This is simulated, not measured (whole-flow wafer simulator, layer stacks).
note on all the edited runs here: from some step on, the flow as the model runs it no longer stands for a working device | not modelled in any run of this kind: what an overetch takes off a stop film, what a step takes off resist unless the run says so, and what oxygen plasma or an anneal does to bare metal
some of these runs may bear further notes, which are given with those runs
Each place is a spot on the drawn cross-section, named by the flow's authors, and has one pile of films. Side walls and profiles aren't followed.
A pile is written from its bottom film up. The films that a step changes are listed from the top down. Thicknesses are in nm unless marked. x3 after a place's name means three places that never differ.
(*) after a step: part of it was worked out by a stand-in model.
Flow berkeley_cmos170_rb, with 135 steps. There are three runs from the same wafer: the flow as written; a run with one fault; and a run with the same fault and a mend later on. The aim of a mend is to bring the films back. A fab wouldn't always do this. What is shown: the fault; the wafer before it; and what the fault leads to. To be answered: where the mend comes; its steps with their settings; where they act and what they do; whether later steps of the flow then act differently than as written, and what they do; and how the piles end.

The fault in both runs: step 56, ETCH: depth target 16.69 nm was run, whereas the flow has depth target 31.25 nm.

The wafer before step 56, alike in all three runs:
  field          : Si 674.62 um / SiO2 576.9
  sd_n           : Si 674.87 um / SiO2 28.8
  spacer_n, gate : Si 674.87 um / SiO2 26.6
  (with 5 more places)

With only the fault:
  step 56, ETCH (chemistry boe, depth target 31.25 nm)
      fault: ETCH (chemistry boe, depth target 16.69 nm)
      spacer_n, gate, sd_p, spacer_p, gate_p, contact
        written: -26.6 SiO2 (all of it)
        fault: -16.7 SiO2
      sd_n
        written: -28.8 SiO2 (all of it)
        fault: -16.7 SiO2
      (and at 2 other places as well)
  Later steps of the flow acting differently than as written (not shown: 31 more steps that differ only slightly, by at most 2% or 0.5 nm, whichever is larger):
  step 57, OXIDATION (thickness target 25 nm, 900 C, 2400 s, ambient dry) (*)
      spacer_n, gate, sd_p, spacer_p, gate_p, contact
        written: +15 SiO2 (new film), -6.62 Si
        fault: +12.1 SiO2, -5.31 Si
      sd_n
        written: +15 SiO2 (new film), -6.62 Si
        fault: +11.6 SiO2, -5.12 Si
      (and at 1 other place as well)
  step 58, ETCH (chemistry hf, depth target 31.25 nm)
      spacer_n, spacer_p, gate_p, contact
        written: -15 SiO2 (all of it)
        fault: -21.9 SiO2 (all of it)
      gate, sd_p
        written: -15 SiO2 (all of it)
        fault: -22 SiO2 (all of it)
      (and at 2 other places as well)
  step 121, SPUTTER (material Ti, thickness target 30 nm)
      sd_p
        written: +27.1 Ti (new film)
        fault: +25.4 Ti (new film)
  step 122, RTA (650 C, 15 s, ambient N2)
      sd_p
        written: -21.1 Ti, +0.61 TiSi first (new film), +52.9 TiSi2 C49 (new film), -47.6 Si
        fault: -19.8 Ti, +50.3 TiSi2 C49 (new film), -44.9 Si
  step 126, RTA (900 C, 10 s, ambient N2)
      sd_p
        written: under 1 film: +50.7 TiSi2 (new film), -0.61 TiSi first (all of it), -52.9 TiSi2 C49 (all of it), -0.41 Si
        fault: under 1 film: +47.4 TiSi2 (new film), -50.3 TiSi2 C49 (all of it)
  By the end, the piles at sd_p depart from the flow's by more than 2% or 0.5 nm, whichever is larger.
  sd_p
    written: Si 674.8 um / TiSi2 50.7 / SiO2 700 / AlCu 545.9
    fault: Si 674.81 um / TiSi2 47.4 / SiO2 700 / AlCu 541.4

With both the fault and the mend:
  The mend stands after step 56.
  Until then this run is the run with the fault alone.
  step 56a, ETCH (chemistry boe, depth target 14.56 nm) (a further turn of the flow's step 56, with different settings)
      spacer_n, spacer_p, gate_p, contact
        -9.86 SiO2 (all of it)
      gate, sd_p
        -9.94 SiO2 (all of it)
      field
        -14.6 SiO2
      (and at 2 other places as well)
  Later steps of the flow that are run all act as written at every place that is followed, up to a difference of at most 2% or 0.5 nm, whichever is larger.
  The piles end the same as the flow's at every place that both follow.
